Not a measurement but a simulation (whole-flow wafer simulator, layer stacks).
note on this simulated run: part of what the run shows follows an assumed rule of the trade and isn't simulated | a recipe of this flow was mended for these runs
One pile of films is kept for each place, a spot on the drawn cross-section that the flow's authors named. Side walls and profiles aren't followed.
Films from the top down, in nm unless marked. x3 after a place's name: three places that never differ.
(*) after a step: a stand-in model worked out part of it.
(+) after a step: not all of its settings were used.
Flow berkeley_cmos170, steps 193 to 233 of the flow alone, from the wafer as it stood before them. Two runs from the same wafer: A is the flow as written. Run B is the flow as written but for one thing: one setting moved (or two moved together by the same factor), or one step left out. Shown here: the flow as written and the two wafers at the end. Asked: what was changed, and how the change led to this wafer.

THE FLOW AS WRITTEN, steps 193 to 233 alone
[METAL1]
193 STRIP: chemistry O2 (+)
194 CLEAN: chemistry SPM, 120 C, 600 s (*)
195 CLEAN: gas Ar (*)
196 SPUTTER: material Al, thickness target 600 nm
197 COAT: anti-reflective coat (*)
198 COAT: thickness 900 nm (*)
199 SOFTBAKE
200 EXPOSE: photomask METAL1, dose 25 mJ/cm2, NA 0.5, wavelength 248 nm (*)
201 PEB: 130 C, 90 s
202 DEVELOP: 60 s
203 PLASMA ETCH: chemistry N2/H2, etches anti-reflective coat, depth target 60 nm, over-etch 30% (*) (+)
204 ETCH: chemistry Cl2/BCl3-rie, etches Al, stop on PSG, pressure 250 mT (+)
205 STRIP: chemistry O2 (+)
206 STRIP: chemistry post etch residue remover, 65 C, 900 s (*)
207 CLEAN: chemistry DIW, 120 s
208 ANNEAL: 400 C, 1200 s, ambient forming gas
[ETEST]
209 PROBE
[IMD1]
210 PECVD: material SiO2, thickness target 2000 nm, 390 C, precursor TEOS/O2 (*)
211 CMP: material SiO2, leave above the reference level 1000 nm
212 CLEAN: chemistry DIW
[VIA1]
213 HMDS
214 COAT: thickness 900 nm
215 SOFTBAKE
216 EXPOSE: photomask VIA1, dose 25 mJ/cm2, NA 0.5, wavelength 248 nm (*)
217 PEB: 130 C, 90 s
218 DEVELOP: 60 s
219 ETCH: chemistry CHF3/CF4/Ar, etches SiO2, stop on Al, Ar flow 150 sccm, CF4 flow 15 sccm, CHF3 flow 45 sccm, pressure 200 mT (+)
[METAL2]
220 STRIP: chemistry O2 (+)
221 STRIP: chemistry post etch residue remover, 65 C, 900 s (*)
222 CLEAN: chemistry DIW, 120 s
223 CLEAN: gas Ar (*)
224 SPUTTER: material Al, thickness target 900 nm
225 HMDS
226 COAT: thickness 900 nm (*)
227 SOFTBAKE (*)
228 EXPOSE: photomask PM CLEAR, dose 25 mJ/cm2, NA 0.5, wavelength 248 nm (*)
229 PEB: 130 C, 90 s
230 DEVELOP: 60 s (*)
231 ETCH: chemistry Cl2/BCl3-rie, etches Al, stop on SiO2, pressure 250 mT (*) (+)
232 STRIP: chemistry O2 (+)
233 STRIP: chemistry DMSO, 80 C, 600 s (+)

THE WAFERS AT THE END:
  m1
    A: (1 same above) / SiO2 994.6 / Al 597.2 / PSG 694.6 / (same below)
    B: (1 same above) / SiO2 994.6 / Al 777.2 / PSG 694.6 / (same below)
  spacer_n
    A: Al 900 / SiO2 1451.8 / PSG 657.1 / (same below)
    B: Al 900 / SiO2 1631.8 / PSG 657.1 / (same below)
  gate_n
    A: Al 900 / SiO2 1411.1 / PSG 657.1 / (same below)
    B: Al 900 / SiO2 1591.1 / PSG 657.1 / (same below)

The cause: step 196, SPUTTER: thickness target 780 nm was run, where the flow has thickness target 600 nm.

How the change led to this, step by step:
  196 SPUTTER: material Al, thickness target 600 nm
      field, mark, sd_n and 8 more: A Al +600 (new film) | B Al +780 (new film)
      sd_p: A Al +575.5 (new film) | B Al +753.9 (new film)
      (and at 1 more place)
  197 COAT: anti-reflective coat (*)
      sd_n: A anti-reflective coat +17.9 (new film) | B anti-reflective coat +23.5 (new film)
      contact: A anti-reflective coat +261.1 (new film) | B anti-reflective coat +286 (new film)
  198 COAT: thickness 900 nm (*)
      sd_n: A KrF-resist +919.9 (new film) | B KrF-resist +897 (new film)
  202 DEVELOP: 60 s
      sd_n: A KrF-resist -917.8 (all of it) | B KrF-resist -895 (all of it)
  203 PLASMA ETCH: chemistry N2/H2, etches anti-reflective coat, depth target 60 nm, over-etch 30% (*) (+)
      sd_n: A anti-reflective coat -17.9 (all of it) | B anti-reflective coat -23.5 (all of it)
  204 ETCH: chemistry Cl2/BCl3-rie, etches Al, stop on PSG, pressure 250 mT (+)
      field, mark, sd_n, spacer_n, gate_n, spacer_p, gate_p: A Al -600 (all of it), PSG -37.5 | B Al -780 (all of it), PSG -37.5
      contact, m1, via1, m2, via2: A KrF-resist -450 | B KrF-resist -540
      (and at 1 more place)
  205 STRIP: chemistry O2 (+)
      contact: A KrF-resist -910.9 (all of it), anti-reflective coat -261.1 (all of it) | B KrF-resist -827.7 (all of it), anti-reflective coat -286 (all of it)
      m1: A KrF-resist -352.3 (all of it), anti-reflective coat -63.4 (all of it) | B KrF-resist -258.1 (all of it), anti-reflective coat -63.6 (all of it)
      (and at 3 more places)
  211 CMP: material SiO2, leave above the reference level 1000 nm
      spacer_n, spacer_p: A SiO2 -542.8 | B SiO2 -362.8
      gate_n, gate_p: A SiO2 -583.6 | B SiO2 -403.6
      (and at 5 more places)
